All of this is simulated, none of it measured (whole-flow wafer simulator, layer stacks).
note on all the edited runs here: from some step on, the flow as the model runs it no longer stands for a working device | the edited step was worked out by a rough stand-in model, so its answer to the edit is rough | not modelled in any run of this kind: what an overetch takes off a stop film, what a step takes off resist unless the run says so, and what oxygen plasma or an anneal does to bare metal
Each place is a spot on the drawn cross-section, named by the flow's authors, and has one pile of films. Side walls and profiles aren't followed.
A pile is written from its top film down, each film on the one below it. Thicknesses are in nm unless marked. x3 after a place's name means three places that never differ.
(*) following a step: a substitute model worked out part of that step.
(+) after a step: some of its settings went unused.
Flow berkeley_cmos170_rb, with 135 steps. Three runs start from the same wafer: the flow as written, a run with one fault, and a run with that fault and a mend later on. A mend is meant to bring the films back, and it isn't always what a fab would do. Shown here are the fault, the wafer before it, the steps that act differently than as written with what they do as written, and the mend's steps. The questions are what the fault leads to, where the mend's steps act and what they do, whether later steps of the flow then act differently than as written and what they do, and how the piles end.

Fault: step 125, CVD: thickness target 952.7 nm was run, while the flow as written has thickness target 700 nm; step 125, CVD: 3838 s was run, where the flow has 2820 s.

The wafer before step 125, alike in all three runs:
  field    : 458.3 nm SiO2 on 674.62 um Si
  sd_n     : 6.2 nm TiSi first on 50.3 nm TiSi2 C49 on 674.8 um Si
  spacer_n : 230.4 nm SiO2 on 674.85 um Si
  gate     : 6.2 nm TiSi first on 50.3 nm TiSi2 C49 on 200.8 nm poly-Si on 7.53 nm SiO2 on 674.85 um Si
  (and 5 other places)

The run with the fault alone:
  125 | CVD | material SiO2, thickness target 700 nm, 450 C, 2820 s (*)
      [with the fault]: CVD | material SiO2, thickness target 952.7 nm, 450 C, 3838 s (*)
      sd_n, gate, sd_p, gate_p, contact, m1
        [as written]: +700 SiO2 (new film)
        [with the fault]: +952.7 SiO2 (new film)
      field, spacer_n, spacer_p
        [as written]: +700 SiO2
        [with the fault]: +952.7 SiO2
  Steps further on in the flow that do not act as written (3 other steps are not shown; they differ only slightly, by no more than 2% or 0.5 nm, whichever is larger):
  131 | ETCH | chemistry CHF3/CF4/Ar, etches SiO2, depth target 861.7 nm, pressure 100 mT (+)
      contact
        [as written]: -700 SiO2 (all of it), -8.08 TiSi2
        [with the fault]: -861.7 SiO2
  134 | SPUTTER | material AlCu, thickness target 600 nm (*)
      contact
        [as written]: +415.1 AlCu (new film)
        [with the fault]: +379.4 AlCu (new film)
  By the end, the piles at field, sd_n, spacer_n and 6 more depart from the flow's by more than 2% or 0.5 nm, whichever is larger.
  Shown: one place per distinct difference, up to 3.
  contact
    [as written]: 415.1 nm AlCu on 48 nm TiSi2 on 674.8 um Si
    [with the fault]: 379.4 nm AlCu on 91 nm SiO2 on 56 nm TiSi2 on 674.8 um Si
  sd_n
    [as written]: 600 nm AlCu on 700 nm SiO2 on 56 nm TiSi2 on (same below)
    [with the fault]: 600 nm AlCu on 952.7 nm SiO2 on 56 nm TiSi2 on (same below)
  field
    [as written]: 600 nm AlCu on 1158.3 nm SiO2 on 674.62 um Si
    [with the fault]: 600 nm AlCu on 1411 nm SiO2 on 674.62 um Si

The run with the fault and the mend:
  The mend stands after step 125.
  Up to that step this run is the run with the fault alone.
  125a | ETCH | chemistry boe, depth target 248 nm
      field, sd_n, spacer_n and 6 more
        -248 SiO2
  Later steps of the flow that are run all act as written at every place that is followed, up to a difference of at most 2% or 0.5 nm, whichever is larger.
  When the end is reached, the piles differ only a little from the flow's at the places that both follow, at most by 2% or 0.5 nm, whichever is larger.
